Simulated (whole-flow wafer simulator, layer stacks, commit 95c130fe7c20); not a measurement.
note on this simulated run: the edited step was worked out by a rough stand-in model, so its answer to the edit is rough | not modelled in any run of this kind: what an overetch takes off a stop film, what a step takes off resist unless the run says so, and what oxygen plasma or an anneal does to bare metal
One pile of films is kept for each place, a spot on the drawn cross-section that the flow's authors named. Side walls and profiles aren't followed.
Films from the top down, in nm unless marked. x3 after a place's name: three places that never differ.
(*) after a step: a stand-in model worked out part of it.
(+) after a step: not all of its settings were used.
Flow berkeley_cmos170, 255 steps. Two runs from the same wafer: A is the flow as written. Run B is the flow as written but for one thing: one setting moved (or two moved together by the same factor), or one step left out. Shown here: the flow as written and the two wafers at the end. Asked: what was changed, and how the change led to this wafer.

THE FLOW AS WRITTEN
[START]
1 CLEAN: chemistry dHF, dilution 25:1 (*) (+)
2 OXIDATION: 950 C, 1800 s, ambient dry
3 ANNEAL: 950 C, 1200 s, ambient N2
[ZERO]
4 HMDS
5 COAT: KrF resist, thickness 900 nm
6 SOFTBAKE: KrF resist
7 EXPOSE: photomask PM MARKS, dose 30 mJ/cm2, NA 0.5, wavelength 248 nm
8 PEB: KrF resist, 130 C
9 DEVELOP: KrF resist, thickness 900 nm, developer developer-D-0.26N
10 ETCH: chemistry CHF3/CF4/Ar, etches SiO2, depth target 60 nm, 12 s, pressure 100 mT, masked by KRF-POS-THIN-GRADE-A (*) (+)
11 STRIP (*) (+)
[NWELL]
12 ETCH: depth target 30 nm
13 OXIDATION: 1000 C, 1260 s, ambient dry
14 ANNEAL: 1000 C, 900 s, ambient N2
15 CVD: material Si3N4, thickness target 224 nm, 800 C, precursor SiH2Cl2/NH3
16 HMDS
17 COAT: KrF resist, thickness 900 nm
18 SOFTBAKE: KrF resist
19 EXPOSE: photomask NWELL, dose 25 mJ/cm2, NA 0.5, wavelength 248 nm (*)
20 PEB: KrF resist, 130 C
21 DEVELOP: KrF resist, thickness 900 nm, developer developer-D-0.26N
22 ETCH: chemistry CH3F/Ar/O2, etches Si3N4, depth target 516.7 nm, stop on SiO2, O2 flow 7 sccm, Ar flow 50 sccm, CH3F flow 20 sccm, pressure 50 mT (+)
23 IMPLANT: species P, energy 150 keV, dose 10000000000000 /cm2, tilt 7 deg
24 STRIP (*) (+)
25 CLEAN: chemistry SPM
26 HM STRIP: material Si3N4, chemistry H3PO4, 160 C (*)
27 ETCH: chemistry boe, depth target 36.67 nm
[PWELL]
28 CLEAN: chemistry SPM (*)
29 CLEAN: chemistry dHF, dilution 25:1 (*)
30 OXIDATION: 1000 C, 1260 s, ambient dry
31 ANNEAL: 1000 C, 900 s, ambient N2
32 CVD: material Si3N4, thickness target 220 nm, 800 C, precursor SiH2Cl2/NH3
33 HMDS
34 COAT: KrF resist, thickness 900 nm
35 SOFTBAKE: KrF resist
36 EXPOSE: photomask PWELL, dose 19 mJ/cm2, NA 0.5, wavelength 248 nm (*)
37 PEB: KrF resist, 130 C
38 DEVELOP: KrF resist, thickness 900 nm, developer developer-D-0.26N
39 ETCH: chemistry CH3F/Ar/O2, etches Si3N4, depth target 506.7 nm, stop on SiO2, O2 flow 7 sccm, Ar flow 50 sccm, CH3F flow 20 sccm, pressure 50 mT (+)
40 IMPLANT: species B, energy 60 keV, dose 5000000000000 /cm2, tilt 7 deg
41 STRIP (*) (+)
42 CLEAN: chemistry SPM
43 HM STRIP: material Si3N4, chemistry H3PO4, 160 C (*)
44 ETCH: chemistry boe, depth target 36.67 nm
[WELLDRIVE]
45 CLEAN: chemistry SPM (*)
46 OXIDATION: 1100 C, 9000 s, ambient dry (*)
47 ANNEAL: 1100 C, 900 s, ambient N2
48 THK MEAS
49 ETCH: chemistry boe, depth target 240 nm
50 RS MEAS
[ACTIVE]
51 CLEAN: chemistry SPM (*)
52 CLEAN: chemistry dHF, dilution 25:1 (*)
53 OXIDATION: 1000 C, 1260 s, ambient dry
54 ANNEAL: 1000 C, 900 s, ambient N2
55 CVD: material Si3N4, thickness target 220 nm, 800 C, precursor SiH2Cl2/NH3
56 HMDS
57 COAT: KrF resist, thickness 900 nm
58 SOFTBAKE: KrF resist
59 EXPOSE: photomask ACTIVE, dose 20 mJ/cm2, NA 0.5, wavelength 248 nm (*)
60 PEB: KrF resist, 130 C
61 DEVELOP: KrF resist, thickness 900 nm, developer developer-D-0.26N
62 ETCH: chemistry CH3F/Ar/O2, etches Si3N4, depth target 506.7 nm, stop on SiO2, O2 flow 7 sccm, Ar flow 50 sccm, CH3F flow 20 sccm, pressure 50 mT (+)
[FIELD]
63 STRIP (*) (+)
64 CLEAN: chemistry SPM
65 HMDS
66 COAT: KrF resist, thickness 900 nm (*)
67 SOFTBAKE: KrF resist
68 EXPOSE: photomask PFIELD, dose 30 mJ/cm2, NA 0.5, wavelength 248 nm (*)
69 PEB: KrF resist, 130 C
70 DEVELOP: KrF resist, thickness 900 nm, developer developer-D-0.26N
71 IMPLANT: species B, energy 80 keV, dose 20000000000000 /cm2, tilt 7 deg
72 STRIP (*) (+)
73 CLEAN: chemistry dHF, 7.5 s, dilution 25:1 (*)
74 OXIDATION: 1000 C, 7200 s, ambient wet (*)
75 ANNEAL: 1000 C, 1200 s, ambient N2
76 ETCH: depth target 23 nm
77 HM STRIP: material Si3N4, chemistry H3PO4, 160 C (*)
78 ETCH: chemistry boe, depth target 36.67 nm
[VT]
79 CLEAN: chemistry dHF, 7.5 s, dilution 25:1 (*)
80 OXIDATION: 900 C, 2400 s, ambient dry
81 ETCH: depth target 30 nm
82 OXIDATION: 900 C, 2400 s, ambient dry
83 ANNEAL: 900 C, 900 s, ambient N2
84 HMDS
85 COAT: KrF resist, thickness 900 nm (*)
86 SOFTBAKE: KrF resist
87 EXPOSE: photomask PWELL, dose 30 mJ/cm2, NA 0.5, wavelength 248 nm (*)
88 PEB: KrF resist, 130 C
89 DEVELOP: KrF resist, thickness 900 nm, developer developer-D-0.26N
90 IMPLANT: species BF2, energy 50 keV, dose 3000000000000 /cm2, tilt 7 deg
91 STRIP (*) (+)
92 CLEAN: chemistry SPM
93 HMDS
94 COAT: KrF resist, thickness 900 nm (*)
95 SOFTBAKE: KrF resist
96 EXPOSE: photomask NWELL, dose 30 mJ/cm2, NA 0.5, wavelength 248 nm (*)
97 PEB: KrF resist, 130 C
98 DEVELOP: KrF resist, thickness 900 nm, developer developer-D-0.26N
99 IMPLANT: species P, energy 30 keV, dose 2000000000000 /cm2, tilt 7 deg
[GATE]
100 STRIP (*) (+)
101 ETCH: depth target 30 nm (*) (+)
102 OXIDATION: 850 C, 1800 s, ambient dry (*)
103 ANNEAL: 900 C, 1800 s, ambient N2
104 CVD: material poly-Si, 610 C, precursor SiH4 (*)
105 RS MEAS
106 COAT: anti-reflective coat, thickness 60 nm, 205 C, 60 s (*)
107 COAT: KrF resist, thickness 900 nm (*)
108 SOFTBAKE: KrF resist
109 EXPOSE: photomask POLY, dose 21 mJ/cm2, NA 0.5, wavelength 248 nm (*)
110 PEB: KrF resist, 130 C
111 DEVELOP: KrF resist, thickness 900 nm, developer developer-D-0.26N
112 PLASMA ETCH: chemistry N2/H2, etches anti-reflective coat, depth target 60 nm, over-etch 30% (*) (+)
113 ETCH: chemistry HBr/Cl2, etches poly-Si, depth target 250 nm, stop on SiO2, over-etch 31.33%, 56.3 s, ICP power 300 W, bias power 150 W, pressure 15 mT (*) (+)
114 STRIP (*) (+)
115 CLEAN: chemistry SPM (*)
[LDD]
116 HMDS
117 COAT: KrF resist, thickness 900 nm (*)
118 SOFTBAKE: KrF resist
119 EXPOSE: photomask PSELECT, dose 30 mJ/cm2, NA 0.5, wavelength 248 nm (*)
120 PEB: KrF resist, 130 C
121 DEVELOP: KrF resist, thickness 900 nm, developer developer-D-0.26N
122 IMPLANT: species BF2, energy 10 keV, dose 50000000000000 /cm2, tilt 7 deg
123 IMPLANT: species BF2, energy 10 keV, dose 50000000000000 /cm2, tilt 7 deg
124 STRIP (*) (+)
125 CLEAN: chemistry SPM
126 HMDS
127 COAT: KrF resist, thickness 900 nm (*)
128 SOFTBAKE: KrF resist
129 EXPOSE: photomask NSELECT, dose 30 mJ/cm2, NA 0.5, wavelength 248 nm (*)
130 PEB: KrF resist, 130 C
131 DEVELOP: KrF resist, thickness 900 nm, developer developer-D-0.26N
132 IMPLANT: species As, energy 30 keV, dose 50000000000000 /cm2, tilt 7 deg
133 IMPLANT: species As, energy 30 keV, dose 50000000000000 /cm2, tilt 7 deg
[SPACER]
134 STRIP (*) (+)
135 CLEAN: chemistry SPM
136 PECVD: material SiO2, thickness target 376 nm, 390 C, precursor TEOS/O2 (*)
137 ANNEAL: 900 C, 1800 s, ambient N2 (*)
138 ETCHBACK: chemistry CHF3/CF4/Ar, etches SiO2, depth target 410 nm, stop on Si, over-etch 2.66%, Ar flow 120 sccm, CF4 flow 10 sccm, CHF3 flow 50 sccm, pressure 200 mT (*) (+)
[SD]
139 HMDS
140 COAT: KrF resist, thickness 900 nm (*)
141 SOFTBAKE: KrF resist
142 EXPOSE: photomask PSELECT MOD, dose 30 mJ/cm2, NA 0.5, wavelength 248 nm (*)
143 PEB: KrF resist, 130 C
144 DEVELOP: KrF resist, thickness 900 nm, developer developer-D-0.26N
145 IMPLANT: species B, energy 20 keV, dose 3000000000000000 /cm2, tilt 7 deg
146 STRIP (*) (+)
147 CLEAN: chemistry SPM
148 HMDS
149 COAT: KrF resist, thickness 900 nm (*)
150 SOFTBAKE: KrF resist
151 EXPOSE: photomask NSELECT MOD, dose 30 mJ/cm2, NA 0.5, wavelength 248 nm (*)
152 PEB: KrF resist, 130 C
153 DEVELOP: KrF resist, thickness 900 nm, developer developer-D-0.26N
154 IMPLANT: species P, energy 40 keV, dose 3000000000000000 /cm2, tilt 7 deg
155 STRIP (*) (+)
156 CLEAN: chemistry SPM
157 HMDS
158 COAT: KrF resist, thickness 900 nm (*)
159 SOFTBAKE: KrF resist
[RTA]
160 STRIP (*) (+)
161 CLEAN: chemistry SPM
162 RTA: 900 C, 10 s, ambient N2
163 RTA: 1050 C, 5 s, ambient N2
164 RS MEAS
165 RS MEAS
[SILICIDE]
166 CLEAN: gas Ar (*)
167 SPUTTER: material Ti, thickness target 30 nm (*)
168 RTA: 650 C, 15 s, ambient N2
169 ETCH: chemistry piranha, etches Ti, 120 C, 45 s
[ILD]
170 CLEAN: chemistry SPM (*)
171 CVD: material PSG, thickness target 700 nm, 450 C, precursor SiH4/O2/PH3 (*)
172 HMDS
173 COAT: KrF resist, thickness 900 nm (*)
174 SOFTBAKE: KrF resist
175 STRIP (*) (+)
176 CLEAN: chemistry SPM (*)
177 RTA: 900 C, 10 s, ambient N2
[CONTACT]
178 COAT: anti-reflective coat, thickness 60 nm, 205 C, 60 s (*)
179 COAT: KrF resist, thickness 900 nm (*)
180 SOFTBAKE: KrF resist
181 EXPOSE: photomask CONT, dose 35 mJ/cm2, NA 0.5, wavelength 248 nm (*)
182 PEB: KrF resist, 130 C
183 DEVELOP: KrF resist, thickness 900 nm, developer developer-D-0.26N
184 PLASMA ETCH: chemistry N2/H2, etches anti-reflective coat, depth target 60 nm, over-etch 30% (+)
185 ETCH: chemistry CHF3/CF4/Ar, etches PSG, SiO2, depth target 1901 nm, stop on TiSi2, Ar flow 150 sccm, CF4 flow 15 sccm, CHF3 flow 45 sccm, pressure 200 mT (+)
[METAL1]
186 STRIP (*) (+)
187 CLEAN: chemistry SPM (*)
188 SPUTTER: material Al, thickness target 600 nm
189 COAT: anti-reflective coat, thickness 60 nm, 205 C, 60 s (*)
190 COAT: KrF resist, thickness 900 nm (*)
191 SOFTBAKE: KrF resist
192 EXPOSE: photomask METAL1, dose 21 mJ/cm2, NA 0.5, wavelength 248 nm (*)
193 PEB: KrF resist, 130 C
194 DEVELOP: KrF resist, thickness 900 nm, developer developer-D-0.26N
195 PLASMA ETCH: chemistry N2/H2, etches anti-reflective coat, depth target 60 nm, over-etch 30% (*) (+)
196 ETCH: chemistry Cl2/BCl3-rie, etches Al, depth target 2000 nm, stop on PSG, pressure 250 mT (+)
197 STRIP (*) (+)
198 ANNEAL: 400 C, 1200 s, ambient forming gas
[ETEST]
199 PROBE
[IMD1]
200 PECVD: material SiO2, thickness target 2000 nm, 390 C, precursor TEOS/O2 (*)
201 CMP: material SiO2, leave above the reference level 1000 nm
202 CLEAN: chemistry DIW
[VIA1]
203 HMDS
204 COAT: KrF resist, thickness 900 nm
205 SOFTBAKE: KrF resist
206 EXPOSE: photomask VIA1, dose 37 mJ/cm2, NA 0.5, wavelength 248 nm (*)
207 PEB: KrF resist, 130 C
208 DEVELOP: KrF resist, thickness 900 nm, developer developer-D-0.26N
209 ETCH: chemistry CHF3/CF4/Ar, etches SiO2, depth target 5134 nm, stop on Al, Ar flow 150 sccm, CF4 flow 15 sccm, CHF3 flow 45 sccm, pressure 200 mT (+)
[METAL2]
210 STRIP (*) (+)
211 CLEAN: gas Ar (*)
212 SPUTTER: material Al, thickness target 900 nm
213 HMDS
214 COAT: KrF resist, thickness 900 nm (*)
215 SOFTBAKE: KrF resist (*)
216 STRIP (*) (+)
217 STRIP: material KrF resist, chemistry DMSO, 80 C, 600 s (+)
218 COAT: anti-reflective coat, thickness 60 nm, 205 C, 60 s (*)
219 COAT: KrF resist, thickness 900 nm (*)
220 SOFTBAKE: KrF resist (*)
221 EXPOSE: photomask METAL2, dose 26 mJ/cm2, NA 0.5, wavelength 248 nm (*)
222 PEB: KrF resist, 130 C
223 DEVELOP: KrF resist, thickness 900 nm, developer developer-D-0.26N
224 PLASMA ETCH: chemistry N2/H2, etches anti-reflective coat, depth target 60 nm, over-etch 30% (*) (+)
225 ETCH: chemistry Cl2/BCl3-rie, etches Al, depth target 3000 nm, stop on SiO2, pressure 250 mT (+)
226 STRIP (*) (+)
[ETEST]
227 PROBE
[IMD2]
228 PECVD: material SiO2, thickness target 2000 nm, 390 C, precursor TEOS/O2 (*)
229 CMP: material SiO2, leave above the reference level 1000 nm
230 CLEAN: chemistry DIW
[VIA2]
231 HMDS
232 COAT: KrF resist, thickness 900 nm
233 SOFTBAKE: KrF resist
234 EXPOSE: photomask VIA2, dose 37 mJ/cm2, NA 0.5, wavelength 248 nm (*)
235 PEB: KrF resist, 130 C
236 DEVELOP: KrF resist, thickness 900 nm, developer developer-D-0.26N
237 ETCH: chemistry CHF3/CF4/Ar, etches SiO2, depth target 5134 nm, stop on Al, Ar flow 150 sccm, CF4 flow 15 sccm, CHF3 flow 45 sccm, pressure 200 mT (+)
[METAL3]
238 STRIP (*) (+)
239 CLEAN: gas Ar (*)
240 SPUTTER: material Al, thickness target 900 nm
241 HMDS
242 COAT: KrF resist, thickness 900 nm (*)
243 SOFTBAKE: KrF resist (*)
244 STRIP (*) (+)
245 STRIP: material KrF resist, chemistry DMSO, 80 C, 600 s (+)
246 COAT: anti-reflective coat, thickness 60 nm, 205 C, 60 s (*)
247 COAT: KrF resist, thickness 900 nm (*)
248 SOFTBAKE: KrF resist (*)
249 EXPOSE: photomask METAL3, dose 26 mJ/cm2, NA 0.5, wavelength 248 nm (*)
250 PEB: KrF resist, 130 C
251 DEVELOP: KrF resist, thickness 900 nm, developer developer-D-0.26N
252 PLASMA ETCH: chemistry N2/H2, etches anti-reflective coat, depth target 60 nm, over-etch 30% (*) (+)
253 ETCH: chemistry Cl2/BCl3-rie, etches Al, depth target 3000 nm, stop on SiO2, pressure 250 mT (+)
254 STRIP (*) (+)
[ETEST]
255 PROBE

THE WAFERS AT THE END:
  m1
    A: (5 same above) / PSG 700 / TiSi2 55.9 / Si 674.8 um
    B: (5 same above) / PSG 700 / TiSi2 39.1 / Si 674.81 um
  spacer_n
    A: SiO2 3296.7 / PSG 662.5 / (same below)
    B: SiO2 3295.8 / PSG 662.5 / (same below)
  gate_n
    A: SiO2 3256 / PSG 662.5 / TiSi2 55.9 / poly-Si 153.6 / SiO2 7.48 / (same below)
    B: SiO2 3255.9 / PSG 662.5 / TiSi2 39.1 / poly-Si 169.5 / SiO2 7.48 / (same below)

The cause: step 167, SPUTTER: thickness target 21 nm was run, where the flow has thickness target 30 nm.

How the change led to this, step by step:
  167 SPUTTER: material Ti, thickness target 30 nm (*)
      field, sd_n, spacer_n and 9 more: A Ti +30 (new film) | B Ti +21 (new film)
  168 RTA: 650 C, 15 s, ambient N2
      sd_n, sd_p, contact, m1, via1, m2, via2: A Ti -23.4, TiSi first +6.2 (new film), TiSi2 C49 +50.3 (new film), Si -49 | B Ti -16.4, TiSi2 C49 +41.7 (new film), Si -37.2
      gate_n, gate_p: A Ti -23.4, TiSi first +6.2 (new film), TiSi2 C49 +50.3 (new film), poly-Si -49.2 | B Ti -16.4, TiSi2 C49 +41.7 (new film), poly-Si -37.3
  169 ETCH: chemistry piranha, etches Ti, 120 C, 45 s
      sd_n, gate_n, sd_p and 6 more: A Ti -6.6 (all of it), TiSi first -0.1 | B Ti -4.62 (all of it), TiSi2 C49 -0.1
      field, spacer_n, spacer_p: A Ti -30 (all of it) | B Ti -21 (all of it)
  177 RTA: 900 C, 10 s, ambient N2
      sd_n, sd_p, contact, m1, via1, m2, via2: A under 1 film: TiSi2 +55.9 (new film), TiSi first -6.09 (all of it), TiSi2 C49 -50.3 (all of it), Si -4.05 | B under 1 film: TiSi2 +39.1 (new film), TiSi2 C49 -41.6 (all of it)
      gate_n, gate_p: A under 1 film: TiSi2 +55.9 (new film), TiSi first -6.09 (all of it), TiSi2 C49 -50.3 (all of it), poly-Si -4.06 | B under 1 film: TiSi2 +39.1 (new film), TiSi2 C49 -41.6 (all of it)
